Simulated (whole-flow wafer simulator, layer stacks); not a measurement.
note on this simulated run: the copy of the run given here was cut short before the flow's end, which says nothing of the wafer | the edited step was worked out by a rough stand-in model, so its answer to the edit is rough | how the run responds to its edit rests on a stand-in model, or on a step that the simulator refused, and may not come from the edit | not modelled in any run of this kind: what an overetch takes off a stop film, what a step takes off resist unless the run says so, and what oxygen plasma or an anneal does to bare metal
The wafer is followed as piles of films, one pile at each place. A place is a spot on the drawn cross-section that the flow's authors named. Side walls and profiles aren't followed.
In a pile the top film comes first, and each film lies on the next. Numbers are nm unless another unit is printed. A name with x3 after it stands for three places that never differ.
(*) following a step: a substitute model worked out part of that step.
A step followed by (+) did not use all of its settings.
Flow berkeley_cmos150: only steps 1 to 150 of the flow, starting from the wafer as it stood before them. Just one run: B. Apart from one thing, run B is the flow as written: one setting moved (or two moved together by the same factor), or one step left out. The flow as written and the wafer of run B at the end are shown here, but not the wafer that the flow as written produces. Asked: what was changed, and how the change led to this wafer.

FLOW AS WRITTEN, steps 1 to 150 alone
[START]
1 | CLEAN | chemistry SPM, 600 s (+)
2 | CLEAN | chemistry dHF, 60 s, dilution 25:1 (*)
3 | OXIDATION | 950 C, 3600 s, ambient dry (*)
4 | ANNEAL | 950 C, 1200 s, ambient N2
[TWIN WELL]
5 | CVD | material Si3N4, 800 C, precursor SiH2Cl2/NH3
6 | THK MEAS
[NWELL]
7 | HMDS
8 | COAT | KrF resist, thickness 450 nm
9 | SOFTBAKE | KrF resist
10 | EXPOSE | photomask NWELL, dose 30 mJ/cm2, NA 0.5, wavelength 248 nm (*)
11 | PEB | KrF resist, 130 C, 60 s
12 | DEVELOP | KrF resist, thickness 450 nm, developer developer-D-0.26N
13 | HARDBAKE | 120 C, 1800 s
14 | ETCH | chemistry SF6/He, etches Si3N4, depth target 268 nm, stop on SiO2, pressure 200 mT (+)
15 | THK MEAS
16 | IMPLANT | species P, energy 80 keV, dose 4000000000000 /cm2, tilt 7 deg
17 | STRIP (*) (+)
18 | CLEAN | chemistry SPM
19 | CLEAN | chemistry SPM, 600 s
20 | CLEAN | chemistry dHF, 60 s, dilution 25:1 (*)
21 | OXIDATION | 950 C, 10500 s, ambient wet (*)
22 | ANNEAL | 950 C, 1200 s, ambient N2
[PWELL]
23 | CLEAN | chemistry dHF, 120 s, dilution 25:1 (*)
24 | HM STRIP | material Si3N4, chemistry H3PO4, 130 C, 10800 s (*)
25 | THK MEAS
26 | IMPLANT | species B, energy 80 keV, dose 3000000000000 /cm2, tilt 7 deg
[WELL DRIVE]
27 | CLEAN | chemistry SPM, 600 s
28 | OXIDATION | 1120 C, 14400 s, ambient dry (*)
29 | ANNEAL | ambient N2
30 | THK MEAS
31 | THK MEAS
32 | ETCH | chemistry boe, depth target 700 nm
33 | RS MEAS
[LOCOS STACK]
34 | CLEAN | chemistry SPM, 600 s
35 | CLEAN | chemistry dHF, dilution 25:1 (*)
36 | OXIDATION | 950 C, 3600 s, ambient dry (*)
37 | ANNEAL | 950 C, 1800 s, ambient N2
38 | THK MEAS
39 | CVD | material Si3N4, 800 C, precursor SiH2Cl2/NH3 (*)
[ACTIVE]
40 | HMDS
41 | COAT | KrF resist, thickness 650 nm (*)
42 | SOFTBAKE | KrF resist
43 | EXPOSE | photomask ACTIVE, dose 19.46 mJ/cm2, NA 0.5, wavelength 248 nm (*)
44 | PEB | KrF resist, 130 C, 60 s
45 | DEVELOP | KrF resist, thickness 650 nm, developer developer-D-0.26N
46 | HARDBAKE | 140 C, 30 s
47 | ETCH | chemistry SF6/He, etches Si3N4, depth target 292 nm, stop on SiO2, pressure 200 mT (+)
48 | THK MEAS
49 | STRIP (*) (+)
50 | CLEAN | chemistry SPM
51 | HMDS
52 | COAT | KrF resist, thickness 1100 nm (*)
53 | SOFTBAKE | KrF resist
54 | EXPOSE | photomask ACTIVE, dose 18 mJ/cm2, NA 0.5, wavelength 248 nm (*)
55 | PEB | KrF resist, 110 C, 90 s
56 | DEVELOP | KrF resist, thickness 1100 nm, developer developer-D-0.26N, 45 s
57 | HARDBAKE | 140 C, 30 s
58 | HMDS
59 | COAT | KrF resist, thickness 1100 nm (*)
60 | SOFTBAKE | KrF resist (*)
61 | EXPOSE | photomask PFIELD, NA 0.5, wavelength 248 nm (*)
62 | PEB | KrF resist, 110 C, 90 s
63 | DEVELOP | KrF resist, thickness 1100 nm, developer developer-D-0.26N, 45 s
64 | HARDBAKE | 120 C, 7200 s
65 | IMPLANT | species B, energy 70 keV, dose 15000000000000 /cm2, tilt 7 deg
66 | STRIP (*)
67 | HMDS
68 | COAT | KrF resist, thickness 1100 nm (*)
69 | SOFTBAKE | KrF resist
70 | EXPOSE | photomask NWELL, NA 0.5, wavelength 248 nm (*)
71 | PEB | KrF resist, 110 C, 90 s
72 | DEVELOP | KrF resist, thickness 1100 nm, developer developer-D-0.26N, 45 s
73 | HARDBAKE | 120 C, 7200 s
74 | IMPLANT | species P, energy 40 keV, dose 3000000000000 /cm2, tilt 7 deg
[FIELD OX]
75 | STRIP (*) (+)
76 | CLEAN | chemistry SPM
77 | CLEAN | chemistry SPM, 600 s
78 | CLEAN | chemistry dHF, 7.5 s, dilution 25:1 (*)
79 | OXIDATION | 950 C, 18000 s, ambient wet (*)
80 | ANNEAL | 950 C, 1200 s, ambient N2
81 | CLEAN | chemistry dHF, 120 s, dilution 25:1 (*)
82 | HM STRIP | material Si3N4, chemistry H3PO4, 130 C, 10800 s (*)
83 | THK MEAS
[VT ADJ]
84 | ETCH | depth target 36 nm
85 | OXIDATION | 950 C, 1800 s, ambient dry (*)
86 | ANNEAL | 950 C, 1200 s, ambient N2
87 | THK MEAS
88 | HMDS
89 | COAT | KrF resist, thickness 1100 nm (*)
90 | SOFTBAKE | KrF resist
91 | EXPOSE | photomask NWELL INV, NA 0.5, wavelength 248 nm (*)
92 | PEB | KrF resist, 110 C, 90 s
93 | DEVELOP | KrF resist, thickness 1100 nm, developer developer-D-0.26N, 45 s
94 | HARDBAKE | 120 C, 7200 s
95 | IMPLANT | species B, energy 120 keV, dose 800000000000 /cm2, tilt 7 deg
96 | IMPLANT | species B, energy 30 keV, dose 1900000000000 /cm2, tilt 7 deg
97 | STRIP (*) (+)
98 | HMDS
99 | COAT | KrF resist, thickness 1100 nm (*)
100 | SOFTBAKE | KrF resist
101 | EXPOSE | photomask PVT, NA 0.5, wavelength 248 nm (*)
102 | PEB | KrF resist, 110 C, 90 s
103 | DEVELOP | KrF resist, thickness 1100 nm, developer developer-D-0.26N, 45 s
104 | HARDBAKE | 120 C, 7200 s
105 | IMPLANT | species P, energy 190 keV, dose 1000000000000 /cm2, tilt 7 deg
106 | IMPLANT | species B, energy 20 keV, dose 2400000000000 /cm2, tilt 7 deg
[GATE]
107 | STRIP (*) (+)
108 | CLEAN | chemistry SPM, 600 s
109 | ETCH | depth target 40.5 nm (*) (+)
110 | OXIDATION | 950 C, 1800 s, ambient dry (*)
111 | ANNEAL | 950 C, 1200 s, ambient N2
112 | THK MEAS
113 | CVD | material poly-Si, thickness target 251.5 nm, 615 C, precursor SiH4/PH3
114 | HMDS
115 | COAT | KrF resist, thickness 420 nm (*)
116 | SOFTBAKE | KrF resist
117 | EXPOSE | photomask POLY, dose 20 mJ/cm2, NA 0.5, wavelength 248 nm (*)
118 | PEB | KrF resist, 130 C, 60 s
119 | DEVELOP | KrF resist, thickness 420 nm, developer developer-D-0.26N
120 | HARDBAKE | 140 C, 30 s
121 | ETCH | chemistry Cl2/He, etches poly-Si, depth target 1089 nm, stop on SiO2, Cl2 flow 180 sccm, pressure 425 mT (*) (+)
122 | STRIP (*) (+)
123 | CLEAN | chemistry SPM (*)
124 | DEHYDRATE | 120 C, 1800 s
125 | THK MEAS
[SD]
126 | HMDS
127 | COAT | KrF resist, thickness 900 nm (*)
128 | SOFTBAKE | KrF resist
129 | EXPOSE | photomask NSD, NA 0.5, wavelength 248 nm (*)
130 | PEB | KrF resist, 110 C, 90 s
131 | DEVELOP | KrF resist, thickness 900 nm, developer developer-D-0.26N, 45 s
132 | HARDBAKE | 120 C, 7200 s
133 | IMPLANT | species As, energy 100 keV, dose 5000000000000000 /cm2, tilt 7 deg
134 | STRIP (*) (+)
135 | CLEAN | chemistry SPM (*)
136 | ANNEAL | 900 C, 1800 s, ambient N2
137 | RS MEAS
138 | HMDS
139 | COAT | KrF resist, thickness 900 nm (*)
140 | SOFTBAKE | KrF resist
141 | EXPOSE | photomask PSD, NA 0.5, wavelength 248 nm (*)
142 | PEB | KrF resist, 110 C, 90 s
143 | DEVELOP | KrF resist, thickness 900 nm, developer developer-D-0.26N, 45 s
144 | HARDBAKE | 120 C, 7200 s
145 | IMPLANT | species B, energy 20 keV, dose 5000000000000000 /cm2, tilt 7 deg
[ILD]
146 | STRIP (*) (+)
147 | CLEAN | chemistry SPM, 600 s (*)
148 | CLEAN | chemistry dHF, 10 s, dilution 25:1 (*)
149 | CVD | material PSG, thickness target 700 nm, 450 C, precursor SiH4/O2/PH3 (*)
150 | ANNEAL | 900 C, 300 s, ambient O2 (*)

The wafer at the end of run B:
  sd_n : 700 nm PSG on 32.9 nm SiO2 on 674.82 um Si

What caused this: step 39, CVD: 754 C was run, whereas the flow has 800 C.

How this came from the change, step by step:
  39 | CVD | material Si3N4, 800 C, precursor SiH2Cl2/NH3 (*)
      field, field_p, sd_n, gate_n, sd_p, gate_p, contact, m1: +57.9 Si3N4 (new film) (in the flow as written it would be: +106 Si3N4 (new film))
  47 | ETCH | chemistry SF6/He, etches Si3N4, depth target 292 nm, stop on SiO2, pressure 200 mT (+)
      sd_n, gate_n, sd_p, gate_p, contact, m1: -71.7 KrF resist (in the flow as written it would be: -124 KrF resist)
      field, field_p: -57.9 Si3N4 (all of it), -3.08 SiO2 (in the flow as written it would be: -106 Si3N4 (all of it), -3.08 SiO2)
  49 | STRIP (*) (+)
      sd_n: -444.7 KrF resist (all of it) (in the flow as written it would be: -392.4 KrF resist (all of it))
      gate_n: -452.9 KrF resist (all of it) (in the flow as written it would be: -400.6 KrF resist (all of it))
      (also at 4 further places)
  52 | COAT | KrF resist, thickness 1100 nm (*)
      sd_n: +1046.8 KrF resist (new film) (in the flow as written it would be: +1019.1 KrF resist (new film))
      gate_n: +1061.8 KrF resist (new film) (in the flow as written it would be: +1039.7 KrF resist (new film))
      (also at 3 further places)
  57 | HARDBAKE | 140 C, 30 s
      sd_n: -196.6 KrF resist (in the flow as written it would be: -191.5 KrF resist)
      gate_n: -199.3 KrF resist (in the flow as written it would be: -195.3 KrF resist)
      (also at 3 further places)
  59 | COAT | KrF resist, thickness 1100 nm (*)
      sd_n: +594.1 KrF resist (in the flow as written it would be: +581.3 KrF resist)
  66 | STRIP (*)
      sd_n: -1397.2 KrF resist (all of it) (in the flow as written it would be: -1362.4 KrF resist (all of it))
      gate_n: -1510.8 KrF resist (all of it) (in the flow as written it would be: -1479.7 KrF resist (all of it))
      (also at 3 further places)
  68 | COAT | KrF resist, thickness 1100 nm (*)
      sd_n: +1046.8 KrF resist (new film) (in the flow as written it would be: +1019.1 KrF resist (new film))
      gate_n: +1061.8 KrF resist (new film) (in the flow as written it would be: +1039.7 KrF resist (new film))
      (also at 3 further places)
  72 | DEVELOP | KrF resist, thickness 1100 nm, developer developer-D-0.26N, 45 s
      sd_p: -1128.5 KrF resist (all of it) (in the flow as written it would be: -1103.9 KrF resist (all of it))
  75 | STRIP (*) (+)
      sd_n: -1009.6 KrF resist (all of it) (in the flow as written it would be: -982.6 KrF resist (all of it))
      gate_n: -1024.2 KrF resist (all of it) (in the flow as written it would be: -1002.7 KrF resist (all of it))
      (also at 2 further places)
  79 | OXIDATION | 950 C, 18000 s, ambient wet (*)
      sd_n: +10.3 SiO2 (new film), -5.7 Si3N4, +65 SiO2, -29 Si (in the flow as written it would be: +10.3 SiO2 (new film), -5.7 Si3N4, +34.7 SiO2, -15.4 Si)
  82 | HM STRIP | material Si3N4, chemistry H3PO4, 130 C, 10800 s (*)
      sd_n, gate_n, contact, m1: -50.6 Si3N4 (all of it), -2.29 SiO2 (in the flow as written it would be: -98.7 Si3N4 (all of it), -1.88 SiO2)
      sd_p, gate_p: -50.5 Si3N4 (all of it), -2.29 SiO2 (in the flow as written it would be: -98.6 Si3N4 (all of it), -1.88 SiO2)
  85 | OXIDATION | 950 C, 1800 s, ambient dry (*)
      sd_n: +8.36 SiO2, -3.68 Si (in the flow as written it would be: +12.2 SiO2, -5.35 Si)
  109 | ETCH | depth target 40.5 nm (*) (+)
      sd_n: -40.5 SiO2 (in the flow as written it would be: -40.4 SiO2 (all of it))
  110 | OXIDATION | 950 C, 1800 s, ambient dry (*)
      sd_n: +12 SiO2, -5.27 Si (in the flow as written it would be: +20.4 SiO2 (new film), -8.98 Si)
